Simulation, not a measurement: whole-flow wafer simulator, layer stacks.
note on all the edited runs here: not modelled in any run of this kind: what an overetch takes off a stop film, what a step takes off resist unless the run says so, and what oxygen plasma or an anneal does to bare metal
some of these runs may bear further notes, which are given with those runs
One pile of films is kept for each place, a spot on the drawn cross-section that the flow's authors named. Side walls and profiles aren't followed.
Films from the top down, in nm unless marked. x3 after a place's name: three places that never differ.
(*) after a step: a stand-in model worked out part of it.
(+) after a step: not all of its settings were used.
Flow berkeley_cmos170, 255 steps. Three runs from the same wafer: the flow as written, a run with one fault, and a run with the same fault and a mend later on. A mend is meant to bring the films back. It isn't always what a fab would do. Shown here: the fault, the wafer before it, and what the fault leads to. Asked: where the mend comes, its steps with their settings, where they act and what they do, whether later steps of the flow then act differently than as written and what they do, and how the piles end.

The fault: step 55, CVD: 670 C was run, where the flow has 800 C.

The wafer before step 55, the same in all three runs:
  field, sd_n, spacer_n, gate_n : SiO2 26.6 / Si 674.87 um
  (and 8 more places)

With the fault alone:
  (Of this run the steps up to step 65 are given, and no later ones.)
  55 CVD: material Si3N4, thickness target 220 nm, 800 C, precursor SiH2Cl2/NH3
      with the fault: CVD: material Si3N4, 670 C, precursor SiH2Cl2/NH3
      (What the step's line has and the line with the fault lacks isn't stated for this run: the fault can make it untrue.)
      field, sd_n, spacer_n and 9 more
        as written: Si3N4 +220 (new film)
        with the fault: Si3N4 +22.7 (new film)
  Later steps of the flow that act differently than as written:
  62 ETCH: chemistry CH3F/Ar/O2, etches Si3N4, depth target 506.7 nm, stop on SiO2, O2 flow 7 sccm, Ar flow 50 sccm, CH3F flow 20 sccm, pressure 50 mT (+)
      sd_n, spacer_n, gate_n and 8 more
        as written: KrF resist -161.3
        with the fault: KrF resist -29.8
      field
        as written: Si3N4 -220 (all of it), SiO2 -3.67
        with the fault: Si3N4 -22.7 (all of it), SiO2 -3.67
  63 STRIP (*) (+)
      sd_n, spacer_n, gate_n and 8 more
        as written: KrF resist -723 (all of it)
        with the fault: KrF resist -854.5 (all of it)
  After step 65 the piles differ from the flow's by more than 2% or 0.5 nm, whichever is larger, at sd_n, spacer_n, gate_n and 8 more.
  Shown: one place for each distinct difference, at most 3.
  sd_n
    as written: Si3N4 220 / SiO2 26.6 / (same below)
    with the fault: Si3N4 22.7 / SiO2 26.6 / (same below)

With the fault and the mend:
  The mend comes after step 61.
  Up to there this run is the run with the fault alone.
  61a STRIP (*) (+)
      sd_n, spacer_n, gate_n and 8 more
        KrF resist -884.4 (all of it)
  61b CLEAN: chemistry SPM
      changes no film at any place that is followed
  61c CVD: material Si3N4, thickness target 197 nm, 800 C, precursor SiH2Cl2/NH3 (the flow's step 55 once more, with other settings)
      field, sd_n, spacer_n and 9 more
        Si3N4 +197
  61d HMDS (the flow's step 56 once more)
      changes no film at any place that is followed
  61e COAT: KrF resist, thickness 900 nm (the flow's step 57 once more)
      field, sd_n, spacer_n and 9 more
        KrF resist +900 (new film)
  61f SOFTBAKE: KrF resist (the flow's step 58 once more)
      changes no film at any place that is followed
  61g EXPOSE: photomask ACTIVE, dose 20 mJ/cm2, NA 0.5, wavelength 248 nm (*) (the flow's step 59 once more)
      changes no film at any place that is followed
  61h PEB: KrF resist, 130 C (the flow's step 60 once more)
      field, sd_n, spacer_n and 9 more
        KrF resist -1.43
  61i DEVELOP: KrF resist, thickness 900 nm, developer developer-D-0.26N (the flow's step 61 once more)
      sd_n, spacer_n, gate_n and 8 more
        KrF resist -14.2
      field
        KrF resist -898.6 (all of it)
  No later step of the flow acts differently than as written, at any place that is followed, by more than 2% or 0.5 nm, whichever is larger.
  At the end the piles are the same as the flow's at every place that both follow.
